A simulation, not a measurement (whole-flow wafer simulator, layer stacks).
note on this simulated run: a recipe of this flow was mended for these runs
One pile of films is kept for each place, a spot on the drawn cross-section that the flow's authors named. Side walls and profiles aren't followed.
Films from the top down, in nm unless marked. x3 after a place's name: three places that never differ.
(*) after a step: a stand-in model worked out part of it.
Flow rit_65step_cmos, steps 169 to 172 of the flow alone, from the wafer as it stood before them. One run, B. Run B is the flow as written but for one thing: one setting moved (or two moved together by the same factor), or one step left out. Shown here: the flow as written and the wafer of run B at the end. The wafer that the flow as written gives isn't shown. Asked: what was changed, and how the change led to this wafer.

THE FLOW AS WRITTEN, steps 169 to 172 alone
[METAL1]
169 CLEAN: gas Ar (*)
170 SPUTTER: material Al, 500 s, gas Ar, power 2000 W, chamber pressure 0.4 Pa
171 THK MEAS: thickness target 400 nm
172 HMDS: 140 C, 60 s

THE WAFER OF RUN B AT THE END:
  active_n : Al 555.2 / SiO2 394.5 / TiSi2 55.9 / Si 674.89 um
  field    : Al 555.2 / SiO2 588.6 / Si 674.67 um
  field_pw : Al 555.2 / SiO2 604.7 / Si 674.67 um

The cause: step 170, SPUTTER: 694 s was run, where the flow has 500 s.

How the change led to this, step by step:
  170 SPUTTER: material Al, 500 s, gas Ar, power 2000 W, chamber pressure 0.4 Pa
      field, field_pw, field_nw and 10 more: Al +555.2 (new film) (as written it would be: Al +400 (new film))
      contact: Al +341.6 (new film) (as written it would be: Al +255.4 (new film))
